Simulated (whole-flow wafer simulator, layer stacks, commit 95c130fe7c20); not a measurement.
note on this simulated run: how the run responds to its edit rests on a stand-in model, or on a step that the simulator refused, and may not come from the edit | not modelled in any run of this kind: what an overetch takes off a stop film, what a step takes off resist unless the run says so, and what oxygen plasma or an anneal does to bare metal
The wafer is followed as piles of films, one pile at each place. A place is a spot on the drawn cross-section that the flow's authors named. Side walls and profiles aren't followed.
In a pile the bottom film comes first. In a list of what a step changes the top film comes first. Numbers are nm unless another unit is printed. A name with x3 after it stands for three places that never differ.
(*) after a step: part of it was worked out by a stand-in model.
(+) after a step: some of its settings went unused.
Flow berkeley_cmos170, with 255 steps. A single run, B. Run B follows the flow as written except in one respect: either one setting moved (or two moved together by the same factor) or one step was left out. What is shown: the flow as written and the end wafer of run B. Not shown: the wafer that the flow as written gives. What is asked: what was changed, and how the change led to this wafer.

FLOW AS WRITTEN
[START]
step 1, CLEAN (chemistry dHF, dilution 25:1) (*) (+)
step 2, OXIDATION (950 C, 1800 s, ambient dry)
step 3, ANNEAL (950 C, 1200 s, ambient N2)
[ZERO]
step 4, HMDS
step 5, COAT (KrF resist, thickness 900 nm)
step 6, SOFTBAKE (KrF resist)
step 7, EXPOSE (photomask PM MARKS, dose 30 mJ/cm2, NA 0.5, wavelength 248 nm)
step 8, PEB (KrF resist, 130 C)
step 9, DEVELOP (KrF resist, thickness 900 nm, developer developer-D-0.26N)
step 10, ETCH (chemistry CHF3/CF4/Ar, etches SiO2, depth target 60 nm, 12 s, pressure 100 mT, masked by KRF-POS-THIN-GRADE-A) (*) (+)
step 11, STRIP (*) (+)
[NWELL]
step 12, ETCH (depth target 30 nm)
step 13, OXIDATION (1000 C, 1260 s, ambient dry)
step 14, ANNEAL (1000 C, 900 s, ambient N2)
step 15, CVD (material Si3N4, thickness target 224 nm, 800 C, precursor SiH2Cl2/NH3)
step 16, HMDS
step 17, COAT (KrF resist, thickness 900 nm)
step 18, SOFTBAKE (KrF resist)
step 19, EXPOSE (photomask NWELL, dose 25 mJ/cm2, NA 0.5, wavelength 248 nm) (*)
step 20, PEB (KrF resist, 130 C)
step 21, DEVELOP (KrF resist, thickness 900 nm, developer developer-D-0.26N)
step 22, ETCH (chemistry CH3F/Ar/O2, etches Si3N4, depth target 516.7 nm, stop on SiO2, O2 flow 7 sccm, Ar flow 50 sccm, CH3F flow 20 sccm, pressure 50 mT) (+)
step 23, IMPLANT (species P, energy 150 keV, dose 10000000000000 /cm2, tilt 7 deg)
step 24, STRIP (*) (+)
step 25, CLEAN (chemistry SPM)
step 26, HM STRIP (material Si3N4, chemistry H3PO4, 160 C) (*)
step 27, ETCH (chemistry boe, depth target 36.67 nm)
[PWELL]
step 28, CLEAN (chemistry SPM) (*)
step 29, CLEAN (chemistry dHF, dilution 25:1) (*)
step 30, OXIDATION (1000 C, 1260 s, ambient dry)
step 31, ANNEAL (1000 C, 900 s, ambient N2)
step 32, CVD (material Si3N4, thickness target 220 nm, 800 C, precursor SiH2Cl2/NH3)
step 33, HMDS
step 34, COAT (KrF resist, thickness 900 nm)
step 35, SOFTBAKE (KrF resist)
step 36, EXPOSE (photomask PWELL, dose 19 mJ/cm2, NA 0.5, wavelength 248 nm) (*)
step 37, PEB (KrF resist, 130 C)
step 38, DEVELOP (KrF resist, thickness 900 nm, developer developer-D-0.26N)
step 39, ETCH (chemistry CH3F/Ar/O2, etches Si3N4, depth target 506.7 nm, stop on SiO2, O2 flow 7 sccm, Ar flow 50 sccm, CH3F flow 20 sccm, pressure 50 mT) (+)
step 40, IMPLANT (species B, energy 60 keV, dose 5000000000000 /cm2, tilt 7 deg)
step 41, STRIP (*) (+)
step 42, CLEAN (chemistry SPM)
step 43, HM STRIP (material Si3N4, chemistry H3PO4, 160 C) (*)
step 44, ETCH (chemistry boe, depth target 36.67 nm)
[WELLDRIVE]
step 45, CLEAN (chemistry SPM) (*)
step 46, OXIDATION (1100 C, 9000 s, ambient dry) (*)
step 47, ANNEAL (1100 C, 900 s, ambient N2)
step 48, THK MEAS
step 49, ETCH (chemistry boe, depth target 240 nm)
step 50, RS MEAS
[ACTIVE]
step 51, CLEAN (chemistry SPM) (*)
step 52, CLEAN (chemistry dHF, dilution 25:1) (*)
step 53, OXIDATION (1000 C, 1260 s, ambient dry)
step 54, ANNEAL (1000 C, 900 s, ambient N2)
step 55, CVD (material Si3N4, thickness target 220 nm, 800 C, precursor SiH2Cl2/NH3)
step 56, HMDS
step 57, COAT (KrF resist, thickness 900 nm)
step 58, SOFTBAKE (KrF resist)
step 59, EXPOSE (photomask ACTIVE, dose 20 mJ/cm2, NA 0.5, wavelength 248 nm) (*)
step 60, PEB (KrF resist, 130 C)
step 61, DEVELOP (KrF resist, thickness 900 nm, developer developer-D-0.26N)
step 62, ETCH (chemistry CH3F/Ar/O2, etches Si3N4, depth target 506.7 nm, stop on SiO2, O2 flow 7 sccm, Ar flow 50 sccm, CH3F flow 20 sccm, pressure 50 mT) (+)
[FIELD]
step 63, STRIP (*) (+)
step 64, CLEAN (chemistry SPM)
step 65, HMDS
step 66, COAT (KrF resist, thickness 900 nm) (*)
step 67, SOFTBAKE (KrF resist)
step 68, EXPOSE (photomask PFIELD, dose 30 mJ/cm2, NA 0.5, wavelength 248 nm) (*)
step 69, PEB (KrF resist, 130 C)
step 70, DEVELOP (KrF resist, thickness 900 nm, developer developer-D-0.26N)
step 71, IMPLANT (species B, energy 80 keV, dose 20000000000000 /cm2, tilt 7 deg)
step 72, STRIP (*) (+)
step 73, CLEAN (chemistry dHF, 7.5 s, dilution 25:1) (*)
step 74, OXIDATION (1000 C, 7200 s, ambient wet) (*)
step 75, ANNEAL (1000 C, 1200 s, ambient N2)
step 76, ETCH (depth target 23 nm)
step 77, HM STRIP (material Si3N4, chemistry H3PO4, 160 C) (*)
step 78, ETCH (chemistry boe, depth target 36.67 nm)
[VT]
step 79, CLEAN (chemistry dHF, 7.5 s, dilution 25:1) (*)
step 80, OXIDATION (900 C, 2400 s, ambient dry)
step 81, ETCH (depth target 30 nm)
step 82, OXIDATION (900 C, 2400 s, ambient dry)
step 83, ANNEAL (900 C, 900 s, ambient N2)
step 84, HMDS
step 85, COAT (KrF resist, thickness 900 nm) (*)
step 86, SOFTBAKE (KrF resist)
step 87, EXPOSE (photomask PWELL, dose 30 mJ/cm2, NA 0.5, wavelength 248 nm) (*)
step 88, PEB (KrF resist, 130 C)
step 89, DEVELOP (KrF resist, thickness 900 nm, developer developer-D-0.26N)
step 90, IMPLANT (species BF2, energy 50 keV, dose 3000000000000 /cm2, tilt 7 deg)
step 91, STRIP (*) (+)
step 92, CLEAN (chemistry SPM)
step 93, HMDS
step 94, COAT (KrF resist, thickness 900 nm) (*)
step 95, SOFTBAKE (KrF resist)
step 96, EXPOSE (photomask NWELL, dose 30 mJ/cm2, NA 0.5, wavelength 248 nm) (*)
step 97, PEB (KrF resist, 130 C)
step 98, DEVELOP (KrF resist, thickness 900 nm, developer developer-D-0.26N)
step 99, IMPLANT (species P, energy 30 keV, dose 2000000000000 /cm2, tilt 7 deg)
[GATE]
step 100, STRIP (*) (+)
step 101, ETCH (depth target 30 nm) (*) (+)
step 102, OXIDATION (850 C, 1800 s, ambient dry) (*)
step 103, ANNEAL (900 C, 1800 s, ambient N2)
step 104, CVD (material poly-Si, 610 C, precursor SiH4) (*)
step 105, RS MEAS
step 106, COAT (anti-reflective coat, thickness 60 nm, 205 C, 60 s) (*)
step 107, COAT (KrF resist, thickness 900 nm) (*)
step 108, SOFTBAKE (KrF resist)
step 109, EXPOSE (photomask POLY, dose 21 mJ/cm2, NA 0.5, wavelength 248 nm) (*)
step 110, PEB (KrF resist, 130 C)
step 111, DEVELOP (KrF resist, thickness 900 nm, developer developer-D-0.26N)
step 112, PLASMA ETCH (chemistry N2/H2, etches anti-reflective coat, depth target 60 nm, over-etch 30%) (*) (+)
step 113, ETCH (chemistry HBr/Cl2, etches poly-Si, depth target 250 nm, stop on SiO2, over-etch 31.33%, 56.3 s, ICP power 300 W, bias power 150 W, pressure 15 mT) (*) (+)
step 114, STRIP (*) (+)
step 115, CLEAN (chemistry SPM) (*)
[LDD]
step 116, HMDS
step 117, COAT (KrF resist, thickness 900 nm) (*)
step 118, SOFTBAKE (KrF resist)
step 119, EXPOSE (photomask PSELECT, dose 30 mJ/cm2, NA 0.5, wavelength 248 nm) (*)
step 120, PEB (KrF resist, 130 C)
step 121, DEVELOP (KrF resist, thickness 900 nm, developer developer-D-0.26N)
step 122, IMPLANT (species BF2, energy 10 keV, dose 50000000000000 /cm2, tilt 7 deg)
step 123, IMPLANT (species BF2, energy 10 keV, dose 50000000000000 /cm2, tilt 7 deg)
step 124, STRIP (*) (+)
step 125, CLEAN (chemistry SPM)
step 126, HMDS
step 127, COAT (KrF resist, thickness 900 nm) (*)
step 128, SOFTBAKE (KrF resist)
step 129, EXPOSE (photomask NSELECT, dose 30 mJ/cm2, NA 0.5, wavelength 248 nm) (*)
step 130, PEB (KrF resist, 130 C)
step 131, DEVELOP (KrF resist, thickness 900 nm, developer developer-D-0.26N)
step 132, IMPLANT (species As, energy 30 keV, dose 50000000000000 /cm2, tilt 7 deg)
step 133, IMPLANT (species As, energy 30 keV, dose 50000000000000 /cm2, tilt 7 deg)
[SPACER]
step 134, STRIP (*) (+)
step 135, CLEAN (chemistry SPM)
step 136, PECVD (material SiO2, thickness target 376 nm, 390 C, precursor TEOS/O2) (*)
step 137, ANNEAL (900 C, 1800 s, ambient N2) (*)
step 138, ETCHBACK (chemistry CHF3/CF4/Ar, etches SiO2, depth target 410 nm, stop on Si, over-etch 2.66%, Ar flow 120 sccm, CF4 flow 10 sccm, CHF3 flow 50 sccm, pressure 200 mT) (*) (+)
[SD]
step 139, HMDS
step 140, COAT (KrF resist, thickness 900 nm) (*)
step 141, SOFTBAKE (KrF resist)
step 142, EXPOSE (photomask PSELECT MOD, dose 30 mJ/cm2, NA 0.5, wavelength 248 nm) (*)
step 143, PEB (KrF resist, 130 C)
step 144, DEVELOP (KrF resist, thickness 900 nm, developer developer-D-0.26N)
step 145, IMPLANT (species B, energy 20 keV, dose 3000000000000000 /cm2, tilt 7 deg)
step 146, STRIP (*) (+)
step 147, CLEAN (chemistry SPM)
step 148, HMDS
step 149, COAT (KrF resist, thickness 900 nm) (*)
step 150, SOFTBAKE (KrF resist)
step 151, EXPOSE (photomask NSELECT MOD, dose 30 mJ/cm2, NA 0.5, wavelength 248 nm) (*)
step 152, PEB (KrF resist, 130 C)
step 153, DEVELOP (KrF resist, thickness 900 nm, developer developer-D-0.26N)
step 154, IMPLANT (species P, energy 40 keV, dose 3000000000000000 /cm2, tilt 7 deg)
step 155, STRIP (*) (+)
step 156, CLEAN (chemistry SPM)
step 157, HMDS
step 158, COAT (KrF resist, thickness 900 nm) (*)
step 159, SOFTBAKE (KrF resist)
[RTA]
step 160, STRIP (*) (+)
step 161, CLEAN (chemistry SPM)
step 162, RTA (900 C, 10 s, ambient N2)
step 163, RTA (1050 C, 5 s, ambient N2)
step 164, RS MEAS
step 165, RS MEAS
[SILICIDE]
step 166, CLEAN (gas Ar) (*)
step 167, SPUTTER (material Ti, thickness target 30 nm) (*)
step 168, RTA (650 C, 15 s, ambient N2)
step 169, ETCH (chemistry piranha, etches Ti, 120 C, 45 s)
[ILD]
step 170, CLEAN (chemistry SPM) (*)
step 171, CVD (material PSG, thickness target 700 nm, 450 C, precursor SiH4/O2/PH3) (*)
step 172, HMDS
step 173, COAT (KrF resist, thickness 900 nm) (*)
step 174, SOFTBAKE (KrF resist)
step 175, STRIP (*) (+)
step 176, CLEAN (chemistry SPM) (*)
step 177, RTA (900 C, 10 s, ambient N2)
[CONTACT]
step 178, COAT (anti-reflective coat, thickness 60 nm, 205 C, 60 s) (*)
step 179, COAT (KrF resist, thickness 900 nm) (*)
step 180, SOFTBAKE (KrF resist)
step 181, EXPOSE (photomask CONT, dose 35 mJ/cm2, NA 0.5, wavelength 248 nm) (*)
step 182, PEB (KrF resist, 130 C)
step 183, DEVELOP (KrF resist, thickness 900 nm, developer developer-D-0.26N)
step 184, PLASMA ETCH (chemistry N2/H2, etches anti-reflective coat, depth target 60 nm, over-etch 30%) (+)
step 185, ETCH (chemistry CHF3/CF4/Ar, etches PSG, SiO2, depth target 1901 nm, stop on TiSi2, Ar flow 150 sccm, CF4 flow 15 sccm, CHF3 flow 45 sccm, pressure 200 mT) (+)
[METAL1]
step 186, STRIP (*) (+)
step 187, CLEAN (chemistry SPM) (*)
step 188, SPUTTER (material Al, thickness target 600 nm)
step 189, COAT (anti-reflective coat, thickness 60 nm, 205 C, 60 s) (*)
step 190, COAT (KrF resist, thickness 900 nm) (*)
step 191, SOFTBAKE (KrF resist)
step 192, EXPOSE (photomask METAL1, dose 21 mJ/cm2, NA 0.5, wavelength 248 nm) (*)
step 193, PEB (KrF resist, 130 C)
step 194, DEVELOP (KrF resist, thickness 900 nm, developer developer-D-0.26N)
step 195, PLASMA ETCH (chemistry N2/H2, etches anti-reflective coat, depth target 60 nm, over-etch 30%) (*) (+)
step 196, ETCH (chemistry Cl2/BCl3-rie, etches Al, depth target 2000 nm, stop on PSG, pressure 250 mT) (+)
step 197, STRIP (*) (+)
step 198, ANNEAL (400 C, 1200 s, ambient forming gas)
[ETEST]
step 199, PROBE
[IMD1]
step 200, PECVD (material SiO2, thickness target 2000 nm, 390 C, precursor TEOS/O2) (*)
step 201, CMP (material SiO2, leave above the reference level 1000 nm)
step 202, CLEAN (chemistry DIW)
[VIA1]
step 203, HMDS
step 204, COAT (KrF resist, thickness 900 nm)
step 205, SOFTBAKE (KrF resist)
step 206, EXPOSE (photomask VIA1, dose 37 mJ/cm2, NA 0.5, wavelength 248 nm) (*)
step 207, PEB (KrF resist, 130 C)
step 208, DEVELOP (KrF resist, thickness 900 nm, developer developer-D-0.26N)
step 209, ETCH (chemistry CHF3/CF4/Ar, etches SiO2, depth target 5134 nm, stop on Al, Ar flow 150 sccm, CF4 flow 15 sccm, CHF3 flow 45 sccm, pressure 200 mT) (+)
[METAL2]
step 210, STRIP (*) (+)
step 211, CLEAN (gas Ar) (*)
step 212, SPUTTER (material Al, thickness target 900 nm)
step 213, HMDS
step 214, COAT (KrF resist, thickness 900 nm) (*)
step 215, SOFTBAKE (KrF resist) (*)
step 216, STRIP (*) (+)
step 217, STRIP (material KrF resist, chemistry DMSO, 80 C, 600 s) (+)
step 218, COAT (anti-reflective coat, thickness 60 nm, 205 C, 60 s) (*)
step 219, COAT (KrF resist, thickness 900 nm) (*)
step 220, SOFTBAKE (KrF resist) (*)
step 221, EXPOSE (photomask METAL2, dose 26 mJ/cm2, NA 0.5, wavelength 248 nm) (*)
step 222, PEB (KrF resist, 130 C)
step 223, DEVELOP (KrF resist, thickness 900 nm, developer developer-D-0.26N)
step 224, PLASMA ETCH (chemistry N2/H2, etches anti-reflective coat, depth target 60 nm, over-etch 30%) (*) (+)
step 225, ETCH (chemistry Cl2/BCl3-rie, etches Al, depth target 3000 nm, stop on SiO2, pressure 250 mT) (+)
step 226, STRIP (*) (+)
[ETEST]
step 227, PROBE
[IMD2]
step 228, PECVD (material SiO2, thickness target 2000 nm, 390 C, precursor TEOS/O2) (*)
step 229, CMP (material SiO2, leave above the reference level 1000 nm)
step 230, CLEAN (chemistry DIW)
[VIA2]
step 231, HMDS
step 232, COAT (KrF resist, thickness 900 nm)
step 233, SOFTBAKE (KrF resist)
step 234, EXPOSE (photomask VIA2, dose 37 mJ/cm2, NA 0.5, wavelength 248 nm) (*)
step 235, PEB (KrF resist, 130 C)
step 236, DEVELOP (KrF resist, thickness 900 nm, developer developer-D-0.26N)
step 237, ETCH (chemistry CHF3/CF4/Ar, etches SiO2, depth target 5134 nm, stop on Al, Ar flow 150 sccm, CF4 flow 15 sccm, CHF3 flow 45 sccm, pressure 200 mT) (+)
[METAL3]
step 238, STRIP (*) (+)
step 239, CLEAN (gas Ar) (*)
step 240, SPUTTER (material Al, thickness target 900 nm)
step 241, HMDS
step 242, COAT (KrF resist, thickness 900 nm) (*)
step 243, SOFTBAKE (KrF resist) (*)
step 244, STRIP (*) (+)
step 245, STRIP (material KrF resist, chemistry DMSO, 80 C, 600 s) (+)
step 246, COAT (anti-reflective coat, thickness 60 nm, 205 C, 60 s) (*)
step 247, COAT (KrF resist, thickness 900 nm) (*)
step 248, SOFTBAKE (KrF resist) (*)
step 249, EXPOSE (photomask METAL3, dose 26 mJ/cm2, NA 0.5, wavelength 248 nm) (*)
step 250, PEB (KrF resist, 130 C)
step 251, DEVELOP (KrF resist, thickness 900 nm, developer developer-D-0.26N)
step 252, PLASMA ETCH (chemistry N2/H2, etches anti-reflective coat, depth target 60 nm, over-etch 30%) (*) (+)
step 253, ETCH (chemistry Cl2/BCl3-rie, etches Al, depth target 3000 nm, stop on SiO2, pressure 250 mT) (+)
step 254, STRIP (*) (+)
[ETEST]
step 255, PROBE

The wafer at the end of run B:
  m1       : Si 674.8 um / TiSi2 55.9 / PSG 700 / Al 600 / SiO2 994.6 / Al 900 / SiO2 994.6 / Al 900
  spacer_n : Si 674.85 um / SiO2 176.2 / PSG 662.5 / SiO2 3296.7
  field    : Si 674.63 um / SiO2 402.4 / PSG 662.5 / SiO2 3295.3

The reason: step 78, ETCH: depth target 14.67 nm was run, though the flow has depth target 36.67 nm.

Step by step, how the change led to this:
  step 78, ETCH (chemistry boe, depth target 36.67 nm)
      sd_n, spacer_n, gate_n and 8 more: SiO2 loses 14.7 (it would be, as written: SiO2 loses 24.6 (all of it))
      field: SiO2 loses 14.7 (it would be, as written: SiO2 loses 36.7)
  step 79, CLEAN (chemistry dHF, 7.5 s, dilution 25:1) (*)
      sd_n, spacer_n, gate_n and 8 more: SiO2 loses 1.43 (it would be, as written: nothing)
  step 80, OXIDATION (900 C, 2400 s, ambient dry)
      sd_n, spacer_n, gate_n and 8 more: SiO2 gains 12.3, Si loses 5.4 (it would be, as written: SiO2 gains 14.9 (new film), Si loses 6.57)
  step 81, ETCH (depth target 30 nm)
      spacer_n, gate_n, spacer_p and 6 more: SiO2 loses 20.7 (all of it) (it would be, as written: SiO2 loses 14.9 (all of it))
      sd_n, sd_p: SiO2 loses 20.8 (all of it) (it would be, as written: SiO2 loses 14.9 (all of it))
  step 106, COAT (anti-reflective coat, thickness 60 nm, 205 C, 60 s) (*)
      field: anti-reflective coat gains 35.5 (new film) (it would be, as written: anti-reflective coat gains 34.7 (new film))
      sd_n: anti-reflective coat gains 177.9 (new film) (it would be, as written: anti-reflective coat gains 158.6 (new film))
      (and at 8 other places as well)
  step 112, PLASMA ETCH (chemistry N2/H2, etches anti-reflective coat, depth target 60 nm, over-etch 30%) (*) (+)
      field: anti-reflective coat loses 35.5 (all of it), poly-Si loses 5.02 (it would be, as written: anti-reflective coat loses 34.7 (all of it), poly-Si loses 4.4)
      sd_n: anti-reflective coat loses 177.9 (all of it), poly-Si loses 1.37 (it would be, as written: anti-reflective coat loses 158.6 (all of it), poly-Si loses 1.22)
      (and at 8 other places as well)
  step 114, STRIP (*) (+)
      gate_n: chemical SiO2 gains 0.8 (new film), KrF resist loses 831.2 (all of it), anti-reflective coat loses 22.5 (all of it), poly-Si loses 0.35 (it would be, as written: chemical SiO2 gains 0.8 (new film), KrF resist loses 812.6 (all of it), anti-reflective coat loses 27.3 (all of it), poly-Si loses 0.35)
      gate_p: chemical SiO2 gains 0.8 (new film), KrF resist loses 792.4 (all of it), anti-reflective coat loses 27.1 (all of it), poly-Si loses 0.35 (it would be, as written: chemical SiO2 gains 0.8 (new film), KrF resist loses 782.1 (all of it), anti-reflective coat loses 29.6 (all of it), poly-Si loses 0.35)
  step 178, COAT (anti-reflective coat, thickness 60 nm, 205 C, 60 s) (*)
      sd_n: anti-reflective coat gains 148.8 (new film) (it would be, as written: anti-reflective coat gains 135.1 (new film))
      spacer_n: anti-reflective coat gains 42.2 (new film) (it would be, as written: anti-reflective coat gains 41.2 (new film))
      (and at 5 other places as well)
  step 184, PLASMA ETCH (chemistry N2/H2, etches anti-reflective coat, depth target 60 nm, over-etch 30%) (+)
      field, sd_n, spacer_n and 8 more: KrF resist loses 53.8 (it would be, as written: KrF resist loses 52.6)
      contact: anti-reflective coat loses 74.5 (all of it), PSG loses 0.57 (it would be, as written: anti-reflective coat loses 72.8 (all of it), PSG loses 0.56)
  step 186, STRIP (*) (+)
      sd_n: KrF resist loses 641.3 (all of it), anti-reflective coat loses 148.8 (all of it) (it would be, as written: KrF resist loses 643.8 (all of it), anti-reflective coat loses 135.1 (all of it))
      spacer_n: KrF resist loses 609.5 (all of it), anti-reflective coat loses 42.2 (all of it) (it would be, as written: KrF resist loses 599.1 (all of it), anti-reflective coat loses 41.2 (all of it))
      (and at 4 other places as well)
  step 189, COAT (anti-reflective coat, thickness 60 nm, 205 C, 60 s) (*)
      gate_n: anti-reflective coat gains 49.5 (new film) (it would be, as written: anti-reflective coat gains 48 (new film))
      sd_p: anti-reflective coat gains 89.3 (new film) (it would be, as written: anti-reflective coat gains 86.5 (new film))
      (and at 3 other places as well)
  step 195, PLASMA ETCH (chemistry N2/H2, etches anti-reflective coat, depth target 60 nm, over-etch 30%) (*) (+)
      contact, m1, via1, m2, via2: KrF resist loses 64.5 (it would be, as written: KrF resist loses 62.5)
      gate_n: anti-reflective coat loses 49.5 (all of it) (it would be, as written: anti-reflective coat loses 48 (all of it))
      (and at 3 other places as well)
  step 196, ETCH (chemistry Cl2/BCl3-rie, etches Al, depth target 2000 nm, stop on PSG, pressure 250 mT) (+)
      sd_p: Al loses 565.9 (all of it), PSG loses 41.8 (it would be, as written: Al loses 573.8 (all of it), PSG loses 40.8)
  step 197, STRIP (*) (+)
      m2: KrF resist loses 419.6 (all of it), anti-reflective coat loses 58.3 (all of it) (it would be, as written: KrF resist loses 412.9 (all of it), anti-reflective coat loses 61.1 (all of it))
  step 201, CMP (material SiO2, leave above the reference level 1000 nm)
      field: SiO2 loses 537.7 (it would be, as written: SiO2 loses 517)
